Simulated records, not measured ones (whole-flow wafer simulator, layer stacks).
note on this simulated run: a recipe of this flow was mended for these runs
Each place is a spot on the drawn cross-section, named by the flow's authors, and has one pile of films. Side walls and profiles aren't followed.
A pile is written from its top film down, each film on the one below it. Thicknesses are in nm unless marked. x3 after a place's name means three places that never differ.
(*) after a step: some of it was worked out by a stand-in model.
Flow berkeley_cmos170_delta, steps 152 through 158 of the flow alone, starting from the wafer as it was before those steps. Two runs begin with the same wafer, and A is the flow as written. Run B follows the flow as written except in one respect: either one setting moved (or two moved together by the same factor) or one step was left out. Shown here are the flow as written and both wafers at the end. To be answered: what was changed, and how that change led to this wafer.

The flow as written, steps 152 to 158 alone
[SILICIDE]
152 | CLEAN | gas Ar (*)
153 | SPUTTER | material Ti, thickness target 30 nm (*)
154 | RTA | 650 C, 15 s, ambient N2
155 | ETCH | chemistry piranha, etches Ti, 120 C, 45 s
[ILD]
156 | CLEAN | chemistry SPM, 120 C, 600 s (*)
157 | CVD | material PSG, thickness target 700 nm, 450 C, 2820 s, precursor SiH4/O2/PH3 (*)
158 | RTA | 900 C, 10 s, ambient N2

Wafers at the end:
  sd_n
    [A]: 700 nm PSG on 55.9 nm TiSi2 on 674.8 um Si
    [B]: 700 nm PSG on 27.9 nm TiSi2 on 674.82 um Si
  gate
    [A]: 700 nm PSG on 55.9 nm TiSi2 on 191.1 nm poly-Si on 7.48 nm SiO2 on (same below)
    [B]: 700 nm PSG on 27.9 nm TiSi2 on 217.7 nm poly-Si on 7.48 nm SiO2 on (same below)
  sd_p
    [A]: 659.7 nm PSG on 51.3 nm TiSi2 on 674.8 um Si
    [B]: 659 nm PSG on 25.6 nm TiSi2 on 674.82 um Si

Cause: step 153, SPUTTER: thickness target 15 nm was run, while the flow as written has thickness target 30 nm.

Step by step, how the change led to this:
  153 | SPUTTER | material Ti, thickness target 30 nm (*)
      field, sd_n, spacer_n, gate, spacer_p, gate_p, contact x2: A Ti gains 30 (new film) | B Ti gains 15 (new film)
      sd_p: A Ti gains 27.5 (new film) | B Ti gains 13.8 (new film)
  154 | RTA | 650 C, 15 s, ambient N2
      sd_n, contact x2: A Ti loses 23.4, TiSi first gains 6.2 (new film), TiSi2 C49 gains 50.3 (new film), Si loses 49 | B Ti loses 11.7, TiSi2 C49 gains 29.8 (new film), Si loses 26.6
      gate, gate_p: A Ti loses 23.4, TiSi first gains 6.2 (new film), TiSi2 C49 gains 50.3 (new film), poly-Si loses 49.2 | B Ti loses 11.7, TiSi2 C49 gains 29.8 (new film), poly-Si loses 26.7
      (as well as at 1 more place)
  155 | ETCH | chemistry piranha, etches Ti, 120 C, 45 s
      sd_n, gate, gate_p, contact x2: A Ti loses 6.6 (all of it), TiSi first loses 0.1 | B Ti loses 3.3 (all of it), TiSi2 C49 loses 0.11
      sd_p: A Ti loses 6.05 (all of it), TiSi first loses 0.1 | B Ti loses 3.02 (all of it), TiSi2 C49 loses 0.11
      (as well as at 3 more places)
  158 | RTA | 900 C, 10 s, ambient N2
      sd_n, contact x2: A under 1 film: TiSi2 gains 55.9 (new film), TiSi first loses 6.09 (all of it), TiSi2 C49 loses 50.3 (all of it), Si loses 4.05 | B under 1 film: TiSi2 gains 27.9 (new film), TiSi2 C49 loses 29.7 (all of it)
      gate, gate_p: A under 1 film: TiSi2 gains 55.9 (new film), TiSi first loses 6.09 (all of it), TiSi2 C49 loses 50.3 (all of it), poly-Si loses 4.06 | B under 1 film: TiSi2 gains 27.9 (new film), TiSi2 C49 loses 29.7 (all of it)
      (as well as at 1 more place)
